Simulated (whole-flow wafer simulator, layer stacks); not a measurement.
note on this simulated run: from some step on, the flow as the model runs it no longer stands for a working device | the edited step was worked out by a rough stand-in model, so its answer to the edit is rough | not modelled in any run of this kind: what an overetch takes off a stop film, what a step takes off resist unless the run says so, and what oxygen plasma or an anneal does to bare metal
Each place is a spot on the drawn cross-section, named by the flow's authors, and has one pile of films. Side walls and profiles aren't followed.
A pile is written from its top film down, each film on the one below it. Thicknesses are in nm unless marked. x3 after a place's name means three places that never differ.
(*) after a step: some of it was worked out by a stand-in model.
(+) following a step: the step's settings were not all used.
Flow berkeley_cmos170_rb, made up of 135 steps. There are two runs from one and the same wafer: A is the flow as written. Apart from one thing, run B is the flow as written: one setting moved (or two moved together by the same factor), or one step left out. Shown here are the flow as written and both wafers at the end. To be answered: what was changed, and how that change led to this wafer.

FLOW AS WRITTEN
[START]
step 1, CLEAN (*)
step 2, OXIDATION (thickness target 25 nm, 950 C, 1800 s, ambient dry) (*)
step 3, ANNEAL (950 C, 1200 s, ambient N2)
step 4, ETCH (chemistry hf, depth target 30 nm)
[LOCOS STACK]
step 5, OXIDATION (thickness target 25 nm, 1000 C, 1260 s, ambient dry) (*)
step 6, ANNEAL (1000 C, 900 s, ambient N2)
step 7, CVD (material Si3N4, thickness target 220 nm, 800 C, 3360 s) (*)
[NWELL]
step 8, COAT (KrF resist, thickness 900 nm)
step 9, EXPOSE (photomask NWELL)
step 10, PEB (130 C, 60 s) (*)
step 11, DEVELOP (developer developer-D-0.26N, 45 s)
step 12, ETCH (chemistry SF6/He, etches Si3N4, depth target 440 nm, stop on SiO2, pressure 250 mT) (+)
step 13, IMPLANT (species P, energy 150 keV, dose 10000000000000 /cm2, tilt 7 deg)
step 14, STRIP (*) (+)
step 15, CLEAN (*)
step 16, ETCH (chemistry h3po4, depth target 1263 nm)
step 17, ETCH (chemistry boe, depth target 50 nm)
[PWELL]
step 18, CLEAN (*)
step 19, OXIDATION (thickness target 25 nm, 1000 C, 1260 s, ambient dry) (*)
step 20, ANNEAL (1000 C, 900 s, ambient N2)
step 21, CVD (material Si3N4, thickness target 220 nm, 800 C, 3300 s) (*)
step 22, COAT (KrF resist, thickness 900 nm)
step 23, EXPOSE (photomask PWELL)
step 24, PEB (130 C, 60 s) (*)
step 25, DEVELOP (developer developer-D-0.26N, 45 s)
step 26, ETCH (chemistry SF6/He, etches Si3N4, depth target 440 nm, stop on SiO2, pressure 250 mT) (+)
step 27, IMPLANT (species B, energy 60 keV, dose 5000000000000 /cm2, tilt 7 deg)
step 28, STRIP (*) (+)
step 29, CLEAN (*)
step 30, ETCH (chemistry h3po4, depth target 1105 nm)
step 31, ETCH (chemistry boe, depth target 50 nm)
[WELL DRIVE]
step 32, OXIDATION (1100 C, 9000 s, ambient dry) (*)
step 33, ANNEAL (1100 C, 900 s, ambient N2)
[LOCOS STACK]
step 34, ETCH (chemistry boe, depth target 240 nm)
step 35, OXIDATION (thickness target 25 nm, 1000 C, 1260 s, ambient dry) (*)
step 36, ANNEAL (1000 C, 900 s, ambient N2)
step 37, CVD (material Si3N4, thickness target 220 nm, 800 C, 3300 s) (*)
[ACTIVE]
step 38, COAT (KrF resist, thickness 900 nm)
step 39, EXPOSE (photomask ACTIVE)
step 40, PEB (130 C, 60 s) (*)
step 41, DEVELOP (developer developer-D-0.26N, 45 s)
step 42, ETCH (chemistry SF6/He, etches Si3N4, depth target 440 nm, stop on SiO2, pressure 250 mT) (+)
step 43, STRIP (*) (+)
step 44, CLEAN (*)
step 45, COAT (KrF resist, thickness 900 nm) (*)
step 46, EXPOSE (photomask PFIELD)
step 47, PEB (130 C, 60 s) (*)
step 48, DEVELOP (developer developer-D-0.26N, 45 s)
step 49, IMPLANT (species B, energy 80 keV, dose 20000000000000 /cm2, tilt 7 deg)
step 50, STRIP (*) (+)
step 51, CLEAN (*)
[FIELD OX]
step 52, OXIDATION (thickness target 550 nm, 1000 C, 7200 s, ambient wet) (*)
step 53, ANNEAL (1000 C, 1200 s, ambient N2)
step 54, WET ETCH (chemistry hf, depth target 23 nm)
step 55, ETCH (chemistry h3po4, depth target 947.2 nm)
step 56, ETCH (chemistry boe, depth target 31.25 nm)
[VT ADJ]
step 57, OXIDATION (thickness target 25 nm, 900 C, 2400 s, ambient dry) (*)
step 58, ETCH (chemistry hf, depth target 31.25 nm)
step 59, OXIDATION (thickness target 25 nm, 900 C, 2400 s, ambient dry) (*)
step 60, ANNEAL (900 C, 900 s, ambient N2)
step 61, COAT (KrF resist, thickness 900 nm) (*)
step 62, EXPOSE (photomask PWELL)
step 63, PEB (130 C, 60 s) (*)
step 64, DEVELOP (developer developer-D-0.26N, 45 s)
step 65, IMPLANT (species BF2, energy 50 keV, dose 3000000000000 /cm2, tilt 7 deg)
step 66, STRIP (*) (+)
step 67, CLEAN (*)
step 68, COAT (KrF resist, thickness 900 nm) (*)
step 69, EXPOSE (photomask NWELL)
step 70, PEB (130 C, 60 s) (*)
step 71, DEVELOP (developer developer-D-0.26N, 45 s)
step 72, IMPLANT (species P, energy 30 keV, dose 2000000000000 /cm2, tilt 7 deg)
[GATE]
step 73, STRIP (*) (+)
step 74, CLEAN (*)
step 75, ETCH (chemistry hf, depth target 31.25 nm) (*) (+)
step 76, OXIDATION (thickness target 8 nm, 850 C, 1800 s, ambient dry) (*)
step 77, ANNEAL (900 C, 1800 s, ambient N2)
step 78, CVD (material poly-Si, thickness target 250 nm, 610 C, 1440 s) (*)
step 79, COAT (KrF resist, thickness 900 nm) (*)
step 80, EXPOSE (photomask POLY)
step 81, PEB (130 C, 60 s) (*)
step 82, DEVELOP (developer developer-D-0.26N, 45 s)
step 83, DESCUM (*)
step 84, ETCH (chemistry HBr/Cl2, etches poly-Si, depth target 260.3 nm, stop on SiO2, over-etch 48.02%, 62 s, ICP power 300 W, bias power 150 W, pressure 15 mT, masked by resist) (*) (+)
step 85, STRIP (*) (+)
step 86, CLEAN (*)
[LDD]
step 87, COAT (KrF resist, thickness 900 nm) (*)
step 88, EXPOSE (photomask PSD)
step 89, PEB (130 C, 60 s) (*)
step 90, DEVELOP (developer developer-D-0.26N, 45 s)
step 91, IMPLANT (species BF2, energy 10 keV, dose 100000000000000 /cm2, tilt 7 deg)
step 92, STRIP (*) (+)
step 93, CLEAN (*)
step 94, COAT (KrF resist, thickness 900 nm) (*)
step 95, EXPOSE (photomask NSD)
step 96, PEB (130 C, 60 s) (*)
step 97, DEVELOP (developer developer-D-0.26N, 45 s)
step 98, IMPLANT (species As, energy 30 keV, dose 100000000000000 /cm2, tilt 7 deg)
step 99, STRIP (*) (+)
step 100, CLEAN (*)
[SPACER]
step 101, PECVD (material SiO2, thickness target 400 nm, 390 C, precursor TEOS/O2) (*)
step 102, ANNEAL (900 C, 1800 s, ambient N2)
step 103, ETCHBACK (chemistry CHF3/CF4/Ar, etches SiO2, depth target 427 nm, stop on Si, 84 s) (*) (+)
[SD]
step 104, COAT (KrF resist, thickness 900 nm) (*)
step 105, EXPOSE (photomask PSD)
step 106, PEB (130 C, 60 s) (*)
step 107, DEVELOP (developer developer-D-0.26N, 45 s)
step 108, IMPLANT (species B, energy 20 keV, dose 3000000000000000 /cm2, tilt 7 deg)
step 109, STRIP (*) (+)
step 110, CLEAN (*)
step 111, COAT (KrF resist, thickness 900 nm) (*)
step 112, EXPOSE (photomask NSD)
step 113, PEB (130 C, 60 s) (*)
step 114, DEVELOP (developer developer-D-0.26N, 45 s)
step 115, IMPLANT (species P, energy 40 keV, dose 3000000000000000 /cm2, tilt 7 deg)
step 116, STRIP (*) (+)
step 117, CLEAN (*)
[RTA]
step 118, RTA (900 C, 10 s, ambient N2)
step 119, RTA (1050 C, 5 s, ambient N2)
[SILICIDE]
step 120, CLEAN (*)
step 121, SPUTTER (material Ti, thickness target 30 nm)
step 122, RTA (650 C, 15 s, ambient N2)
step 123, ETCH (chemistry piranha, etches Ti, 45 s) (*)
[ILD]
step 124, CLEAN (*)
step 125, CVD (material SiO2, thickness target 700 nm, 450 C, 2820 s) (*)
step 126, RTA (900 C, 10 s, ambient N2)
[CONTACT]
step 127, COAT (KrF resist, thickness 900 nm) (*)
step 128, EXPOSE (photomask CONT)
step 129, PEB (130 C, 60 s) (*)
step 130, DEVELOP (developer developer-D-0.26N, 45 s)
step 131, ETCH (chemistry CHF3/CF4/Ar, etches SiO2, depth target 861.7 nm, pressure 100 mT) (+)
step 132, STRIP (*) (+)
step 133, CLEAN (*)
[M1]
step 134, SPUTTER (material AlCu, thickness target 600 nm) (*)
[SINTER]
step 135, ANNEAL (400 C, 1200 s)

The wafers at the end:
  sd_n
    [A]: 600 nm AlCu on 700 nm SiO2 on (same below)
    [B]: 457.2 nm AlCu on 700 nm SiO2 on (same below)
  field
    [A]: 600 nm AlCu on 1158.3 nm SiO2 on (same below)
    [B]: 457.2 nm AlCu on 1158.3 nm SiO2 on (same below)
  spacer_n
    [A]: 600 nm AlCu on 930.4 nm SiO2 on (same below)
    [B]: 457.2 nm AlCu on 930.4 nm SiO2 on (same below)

What caused this: step 134, SPUTTER: thickness target 457.2 nm was run, though the flow has thickness target 600 nm.
One can read it off the wafer: sd_n has AlCu 457.2, and step 134 as written asks for 600 nm.

How this came from the change, step by step:
  step 134, SPUTTER (material AlCu, thickness target 600 nm) (*)
      field, sd_n, spacer_n, gate, spacer_p, gate_p, m1: A +600 AlCu (new film) | B +457.2 AlCu (new film)
      sd_p: A +545.9 AlCu (new film) | B +411 AlCu (new film)
      (and at 1 other place as well)
